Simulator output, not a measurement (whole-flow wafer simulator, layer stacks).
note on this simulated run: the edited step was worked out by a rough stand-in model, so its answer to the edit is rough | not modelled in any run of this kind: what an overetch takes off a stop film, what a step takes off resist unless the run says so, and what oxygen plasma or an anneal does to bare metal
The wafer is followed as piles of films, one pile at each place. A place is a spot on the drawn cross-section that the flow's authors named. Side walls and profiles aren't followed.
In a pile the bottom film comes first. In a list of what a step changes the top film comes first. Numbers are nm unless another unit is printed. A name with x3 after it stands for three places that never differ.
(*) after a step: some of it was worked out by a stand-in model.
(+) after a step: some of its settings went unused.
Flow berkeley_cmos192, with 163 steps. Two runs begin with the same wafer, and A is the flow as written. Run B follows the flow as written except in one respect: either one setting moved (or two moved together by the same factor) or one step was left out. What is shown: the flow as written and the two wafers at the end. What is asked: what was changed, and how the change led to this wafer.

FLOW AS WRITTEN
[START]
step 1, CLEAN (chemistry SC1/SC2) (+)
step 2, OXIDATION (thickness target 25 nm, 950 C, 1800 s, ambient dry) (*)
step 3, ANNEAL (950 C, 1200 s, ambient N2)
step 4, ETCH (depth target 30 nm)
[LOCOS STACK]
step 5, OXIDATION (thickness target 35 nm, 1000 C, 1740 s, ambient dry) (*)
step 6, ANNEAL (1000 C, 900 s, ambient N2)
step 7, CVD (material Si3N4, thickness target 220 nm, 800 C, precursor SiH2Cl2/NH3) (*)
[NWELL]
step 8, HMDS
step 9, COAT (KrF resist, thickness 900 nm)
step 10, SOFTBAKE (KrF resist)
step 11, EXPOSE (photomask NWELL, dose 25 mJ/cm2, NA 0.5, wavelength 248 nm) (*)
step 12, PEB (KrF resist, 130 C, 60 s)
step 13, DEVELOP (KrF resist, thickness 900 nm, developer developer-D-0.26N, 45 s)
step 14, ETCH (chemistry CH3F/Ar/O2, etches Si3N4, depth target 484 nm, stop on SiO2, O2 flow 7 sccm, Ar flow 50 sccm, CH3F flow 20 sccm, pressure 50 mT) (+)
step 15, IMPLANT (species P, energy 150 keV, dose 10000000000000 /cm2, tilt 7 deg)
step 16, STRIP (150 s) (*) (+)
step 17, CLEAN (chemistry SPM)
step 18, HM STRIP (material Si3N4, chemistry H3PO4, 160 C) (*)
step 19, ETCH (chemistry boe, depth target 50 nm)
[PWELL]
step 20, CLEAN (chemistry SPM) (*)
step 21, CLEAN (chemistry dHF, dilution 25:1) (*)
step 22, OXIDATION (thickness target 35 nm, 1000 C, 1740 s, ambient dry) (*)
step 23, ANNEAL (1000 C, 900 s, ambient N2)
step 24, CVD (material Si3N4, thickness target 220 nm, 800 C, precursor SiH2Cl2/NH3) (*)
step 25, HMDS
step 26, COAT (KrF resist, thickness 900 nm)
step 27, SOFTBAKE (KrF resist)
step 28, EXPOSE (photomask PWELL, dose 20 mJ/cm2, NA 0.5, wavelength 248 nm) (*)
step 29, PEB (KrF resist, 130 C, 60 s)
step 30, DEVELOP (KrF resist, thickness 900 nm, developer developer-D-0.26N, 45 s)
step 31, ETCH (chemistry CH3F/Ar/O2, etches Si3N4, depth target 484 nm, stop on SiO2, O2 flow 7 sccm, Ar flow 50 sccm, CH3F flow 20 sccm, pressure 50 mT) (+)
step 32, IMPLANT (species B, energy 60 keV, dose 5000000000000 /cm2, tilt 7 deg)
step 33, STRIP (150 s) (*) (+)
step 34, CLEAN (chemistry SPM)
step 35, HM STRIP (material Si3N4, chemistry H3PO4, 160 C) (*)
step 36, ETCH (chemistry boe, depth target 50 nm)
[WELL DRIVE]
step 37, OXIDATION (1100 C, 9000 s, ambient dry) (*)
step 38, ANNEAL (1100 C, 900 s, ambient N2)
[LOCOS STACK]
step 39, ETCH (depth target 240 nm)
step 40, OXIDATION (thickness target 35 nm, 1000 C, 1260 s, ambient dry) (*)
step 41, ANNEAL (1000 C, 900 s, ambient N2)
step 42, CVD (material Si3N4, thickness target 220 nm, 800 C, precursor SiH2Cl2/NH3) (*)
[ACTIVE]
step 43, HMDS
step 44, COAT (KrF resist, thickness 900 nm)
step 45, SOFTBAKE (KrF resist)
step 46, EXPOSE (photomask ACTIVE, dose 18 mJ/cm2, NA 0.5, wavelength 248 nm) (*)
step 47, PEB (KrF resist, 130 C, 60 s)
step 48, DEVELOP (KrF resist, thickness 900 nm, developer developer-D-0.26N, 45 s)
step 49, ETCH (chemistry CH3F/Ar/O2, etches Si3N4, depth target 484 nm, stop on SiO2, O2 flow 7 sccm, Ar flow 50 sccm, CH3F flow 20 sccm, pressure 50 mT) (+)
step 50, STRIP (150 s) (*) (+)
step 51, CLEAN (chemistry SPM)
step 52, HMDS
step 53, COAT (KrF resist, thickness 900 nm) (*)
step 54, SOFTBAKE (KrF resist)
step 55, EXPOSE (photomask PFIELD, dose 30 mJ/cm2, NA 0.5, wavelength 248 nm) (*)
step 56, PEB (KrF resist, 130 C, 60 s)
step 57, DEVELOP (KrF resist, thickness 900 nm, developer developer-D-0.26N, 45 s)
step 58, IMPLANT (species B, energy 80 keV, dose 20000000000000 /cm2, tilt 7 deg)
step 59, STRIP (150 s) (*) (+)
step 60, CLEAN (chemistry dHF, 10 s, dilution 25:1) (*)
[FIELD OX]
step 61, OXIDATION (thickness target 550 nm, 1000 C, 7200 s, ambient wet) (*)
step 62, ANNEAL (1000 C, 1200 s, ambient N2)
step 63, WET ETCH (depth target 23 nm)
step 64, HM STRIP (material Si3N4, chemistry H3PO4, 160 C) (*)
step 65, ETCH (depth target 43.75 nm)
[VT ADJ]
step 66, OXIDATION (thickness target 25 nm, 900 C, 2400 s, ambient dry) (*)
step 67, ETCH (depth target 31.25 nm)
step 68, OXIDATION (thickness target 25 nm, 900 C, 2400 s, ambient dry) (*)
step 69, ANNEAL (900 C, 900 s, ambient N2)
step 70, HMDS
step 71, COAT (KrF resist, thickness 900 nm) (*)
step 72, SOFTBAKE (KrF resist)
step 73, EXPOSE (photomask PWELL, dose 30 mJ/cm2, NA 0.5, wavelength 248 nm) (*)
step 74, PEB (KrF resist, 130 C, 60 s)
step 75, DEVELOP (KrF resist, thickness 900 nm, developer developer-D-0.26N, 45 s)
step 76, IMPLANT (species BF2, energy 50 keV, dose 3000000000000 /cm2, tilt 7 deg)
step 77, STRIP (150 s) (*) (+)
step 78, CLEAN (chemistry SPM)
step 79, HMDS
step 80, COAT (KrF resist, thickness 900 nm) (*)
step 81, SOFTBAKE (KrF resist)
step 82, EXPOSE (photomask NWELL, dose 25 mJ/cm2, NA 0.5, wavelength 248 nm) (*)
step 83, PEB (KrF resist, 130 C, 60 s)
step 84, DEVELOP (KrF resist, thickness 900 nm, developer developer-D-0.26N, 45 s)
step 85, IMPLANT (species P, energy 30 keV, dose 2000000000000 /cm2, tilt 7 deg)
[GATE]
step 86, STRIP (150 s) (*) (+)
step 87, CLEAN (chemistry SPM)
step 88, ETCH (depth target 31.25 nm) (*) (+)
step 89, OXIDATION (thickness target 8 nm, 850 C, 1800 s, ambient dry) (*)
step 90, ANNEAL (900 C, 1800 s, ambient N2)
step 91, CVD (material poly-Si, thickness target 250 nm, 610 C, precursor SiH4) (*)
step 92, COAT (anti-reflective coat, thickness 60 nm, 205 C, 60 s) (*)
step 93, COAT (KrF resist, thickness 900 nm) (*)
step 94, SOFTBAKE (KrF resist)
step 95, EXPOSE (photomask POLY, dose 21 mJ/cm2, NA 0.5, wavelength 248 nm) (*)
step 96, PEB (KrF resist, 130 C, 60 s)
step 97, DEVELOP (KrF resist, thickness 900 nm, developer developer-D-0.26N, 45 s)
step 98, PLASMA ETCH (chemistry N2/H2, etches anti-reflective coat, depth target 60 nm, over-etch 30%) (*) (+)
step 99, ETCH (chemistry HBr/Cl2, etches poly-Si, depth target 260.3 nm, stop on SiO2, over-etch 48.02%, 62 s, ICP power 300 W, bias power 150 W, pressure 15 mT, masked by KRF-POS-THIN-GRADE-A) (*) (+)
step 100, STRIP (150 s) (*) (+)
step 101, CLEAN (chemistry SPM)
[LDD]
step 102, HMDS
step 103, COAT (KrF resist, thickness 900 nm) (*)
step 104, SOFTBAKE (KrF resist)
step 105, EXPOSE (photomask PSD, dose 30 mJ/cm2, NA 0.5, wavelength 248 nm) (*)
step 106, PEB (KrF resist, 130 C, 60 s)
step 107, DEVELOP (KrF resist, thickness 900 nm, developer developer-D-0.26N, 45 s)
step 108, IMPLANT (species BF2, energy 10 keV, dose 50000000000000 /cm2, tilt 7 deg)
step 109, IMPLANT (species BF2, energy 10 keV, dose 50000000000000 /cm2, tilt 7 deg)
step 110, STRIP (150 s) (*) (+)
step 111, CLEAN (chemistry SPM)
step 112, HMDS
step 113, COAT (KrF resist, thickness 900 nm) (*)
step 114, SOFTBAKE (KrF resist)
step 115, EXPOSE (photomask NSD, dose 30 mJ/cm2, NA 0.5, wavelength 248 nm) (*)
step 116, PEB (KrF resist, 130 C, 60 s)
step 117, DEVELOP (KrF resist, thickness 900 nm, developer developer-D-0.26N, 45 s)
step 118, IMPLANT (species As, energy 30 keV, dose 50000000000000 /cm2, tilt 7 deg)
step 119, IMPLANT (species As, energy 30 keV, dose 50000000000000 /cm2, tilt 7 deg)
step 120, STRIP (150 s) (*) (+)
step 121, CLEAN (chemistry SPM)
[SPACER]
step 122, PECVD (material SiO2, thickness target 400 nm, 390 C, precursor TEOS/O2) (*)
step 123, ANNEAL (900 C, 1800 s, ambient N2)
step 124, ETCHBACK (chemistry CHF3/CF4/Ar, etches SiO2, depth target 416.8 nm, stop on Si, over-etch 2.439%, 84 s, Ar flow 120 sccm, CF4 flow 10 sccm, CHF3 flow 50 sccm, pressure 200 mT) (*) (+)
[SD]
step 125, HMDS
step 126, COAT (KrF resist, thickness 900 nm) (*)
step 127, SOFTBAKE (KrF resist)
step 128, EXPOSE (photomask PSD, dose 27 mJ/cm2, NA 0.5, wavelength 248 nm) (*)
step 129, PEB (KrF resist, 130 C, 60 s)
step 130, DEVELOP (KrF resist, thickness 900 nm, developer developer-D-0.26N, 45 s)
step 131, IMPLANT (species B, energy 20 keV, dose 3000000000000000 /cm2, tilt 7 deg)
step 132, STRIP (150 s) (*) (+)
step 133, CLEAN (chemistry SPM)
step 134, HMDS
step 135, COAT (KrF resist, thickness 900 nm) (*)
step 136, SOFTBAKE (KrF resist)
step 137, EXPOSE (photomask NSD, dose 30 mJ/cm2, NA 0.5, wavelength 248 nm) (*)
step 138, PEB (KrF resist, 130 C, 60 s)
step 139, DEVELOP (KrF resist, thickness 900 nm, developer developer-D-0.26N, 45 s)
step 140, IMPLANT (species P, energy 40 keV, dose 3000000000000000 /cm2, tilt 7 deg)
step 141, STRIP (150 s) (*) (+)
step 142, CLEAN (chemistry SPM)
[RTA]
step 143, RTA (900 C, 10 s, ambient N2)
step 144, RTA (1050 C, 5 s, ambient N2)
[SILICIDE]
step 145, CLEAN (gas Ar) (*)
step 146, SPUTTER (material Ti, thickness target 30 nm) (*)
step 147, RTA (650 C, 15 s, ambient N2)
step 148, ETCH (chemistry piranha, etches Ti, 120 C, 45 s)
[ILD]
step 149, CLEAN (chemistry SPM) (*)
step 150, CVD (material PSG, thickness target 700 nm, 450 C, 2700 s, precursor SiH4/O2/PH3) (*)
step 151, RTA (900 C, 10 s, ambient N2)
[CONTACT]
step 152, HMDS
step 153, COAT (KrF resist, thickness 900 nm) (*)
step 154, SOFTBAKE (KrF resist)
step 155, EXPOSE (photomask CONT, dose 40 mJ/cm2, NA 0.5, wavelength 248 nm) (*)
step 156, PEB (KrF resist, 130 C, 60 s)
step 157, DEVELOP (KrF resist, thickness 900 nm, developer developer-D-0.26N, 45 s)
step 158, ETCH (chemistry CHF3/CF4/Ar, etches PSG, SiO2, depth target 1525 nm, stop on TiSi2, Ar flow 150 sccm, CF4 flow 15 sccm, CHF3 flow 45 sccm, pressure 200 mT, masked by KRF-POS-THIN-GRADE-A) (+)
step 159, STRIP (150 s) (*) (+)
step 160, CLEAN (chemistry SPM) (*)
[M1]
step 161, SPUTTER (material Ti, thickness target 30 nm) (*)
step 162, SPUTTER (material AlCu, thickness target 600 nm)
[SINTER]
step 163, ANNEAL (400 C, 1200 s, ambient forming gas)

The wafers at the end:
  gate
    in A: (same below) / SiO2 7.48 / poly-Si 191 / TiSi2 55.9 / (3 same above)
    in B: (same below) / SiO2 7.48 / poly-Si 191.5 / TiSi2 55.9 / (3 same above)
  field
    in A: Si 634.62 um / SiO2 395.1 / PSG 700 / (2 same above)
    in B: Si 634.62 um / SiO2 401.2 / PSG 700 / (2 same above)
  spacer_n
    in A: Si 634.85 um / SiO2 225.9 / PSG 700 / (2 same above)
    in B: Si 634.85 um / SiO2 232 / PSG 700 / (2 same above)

The reason: step 124, ETCHBACK: over-etch 0.9756% was run, though the flow has over-etch 2.439%.

Step by step, how the change led to this:
  step 124, ETCHBACK (chemistry CHF3/CF4/Ar, etches SiO2, depth target 416.8 nm, stop on Si, over-etch 2.439%, 84 s, Ar flow 120 sccm, CF4 flow 10 sccm, CHF3 flow 50 sccm, pressure 200 mT) (*) (+)
      gate, gate_p: A SiO2 loses 400 (all of it), chemical SiO2 loses 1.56 (all of it), poly-Si loses 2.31 | B SiO2 loses 400 (all of it), chemical SiO2 loses 1.56 (all of it), poly-Si loses 1.76
      spacer_n: A SiO2 loses 160 | B SiO2 loses 153.9
      (as well as at 1 more place)
